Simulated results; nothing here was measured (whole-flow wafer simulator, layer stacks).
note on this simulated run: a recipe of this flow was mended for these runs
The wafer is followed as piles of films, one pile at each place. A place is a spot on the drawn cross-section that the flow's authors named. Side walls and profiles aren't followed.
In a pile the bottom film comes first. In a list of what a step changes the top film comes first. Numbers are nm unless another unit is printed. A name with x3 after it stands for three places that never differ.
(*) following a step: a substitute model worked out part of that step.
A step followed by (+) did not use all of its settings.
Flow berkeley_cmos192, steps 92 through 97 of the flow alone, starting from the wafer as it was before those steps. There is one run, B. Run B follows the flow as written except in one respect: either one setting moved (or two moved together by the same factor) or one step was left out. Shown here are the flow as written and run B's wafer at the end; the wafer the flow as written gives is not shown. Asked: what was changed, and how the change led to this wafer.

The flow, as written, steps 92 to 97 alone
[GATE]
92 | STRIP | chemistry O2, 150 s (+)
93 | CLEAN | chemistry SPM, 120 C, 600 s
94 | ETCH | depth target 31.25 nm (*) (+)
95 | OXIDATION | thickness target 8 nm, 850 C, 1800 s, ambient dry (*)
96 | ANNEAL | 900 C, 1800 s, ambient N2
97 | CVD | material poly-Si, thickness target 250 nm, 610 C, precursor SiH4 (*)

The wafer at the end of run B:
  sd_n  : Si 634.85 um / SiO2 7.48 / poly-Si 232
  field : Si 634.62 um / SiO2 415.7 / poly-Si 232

The reason: step 97, CVD: thickness target 232 nm was run, whereas the flow has thickness target 250 nm.
The wafer lets one read it off: sd_n has poly-Si 232, and step 97 as written asks for 250 nm.

Step by step, how the change led to this:
  97 | CVD | material poly-Si, thickness target 250 nm, 610 C, precursor SiH4 (*)
      field, sd_n, spacer_n, gate, sd_p, spacer_p x2, contact, m1: poly-Si gains 232 (new film) (as written it would have been: poly-Si gains 250 (new film))
